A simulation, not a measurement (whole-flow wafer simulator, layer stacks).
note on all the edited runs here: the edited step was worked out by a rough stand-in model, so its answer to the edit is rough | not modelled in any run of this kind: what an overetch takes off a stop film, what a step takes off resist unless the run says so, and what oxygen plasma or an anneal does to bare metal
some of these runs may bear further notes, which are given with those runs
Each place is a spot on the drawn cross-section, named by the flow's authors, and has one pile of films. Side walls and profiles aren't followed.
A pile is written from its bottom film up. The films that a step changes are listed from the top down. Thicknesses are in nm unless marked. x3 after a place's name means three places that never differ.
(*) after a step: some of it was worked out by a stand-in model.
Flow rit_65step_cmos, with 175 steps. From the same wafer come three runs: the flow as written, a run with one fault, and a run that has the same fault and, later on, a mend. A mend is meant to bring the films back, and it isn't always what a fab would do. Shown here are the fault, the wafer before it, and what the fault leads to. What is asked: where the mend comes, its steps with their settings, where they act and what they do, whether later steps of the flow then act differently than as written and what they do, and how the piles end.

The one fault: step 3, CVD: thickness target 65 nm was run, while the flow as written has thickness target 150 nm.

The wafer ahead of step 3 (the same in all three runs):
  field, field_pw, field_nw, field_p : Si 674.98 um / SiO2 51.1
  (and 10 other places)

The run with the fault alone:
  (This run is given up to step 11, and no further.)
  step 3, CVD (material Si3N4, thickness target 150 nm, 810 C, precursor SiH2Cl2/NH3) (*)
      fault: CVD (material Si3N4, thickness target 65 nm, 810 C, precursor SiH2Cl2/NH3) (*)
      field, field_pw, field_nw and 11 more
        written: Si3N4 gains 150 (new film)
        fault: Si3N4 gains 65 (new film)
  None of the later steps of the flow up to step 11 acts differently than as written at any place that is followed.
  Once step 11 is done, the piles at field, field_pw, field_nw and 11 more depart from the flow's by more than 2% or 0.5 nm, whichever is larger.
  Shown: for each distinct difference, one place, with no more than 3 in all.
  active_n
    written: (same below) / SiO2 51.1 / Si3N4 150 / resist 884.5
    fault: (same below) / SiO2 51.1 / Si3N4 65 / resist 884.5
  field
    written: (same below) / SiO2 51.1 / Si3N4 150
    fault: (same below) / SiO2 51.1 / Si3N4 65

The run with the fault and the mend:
  After step 4 comes the mend.
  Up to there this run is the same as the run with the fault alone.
  step 4a, ETCH (chemistry h3po4, depth target 74.75 nm)
      field, field_pw, field_nw and 11 more
        Si3N4 loses 65 (all of it)
  step 4b, CLEAN (chemistry SC2, 75 C, 600 s)
      leaves every film unchanged at each place that is followed
  step 4c, CVD (material Si3N4, thickness target 150 nm, 810 C, precursor SiH2Cl2/NH3) (*) (the flow's step 3, run once more)
      field, field_pw, field_nw and 11 more
        Si3N4 gains 150 (new film)
  None of the later steps of the flow acts differently than as written at any place that is followed.
  By the end, the piles equal the flow's at every place that both follow.
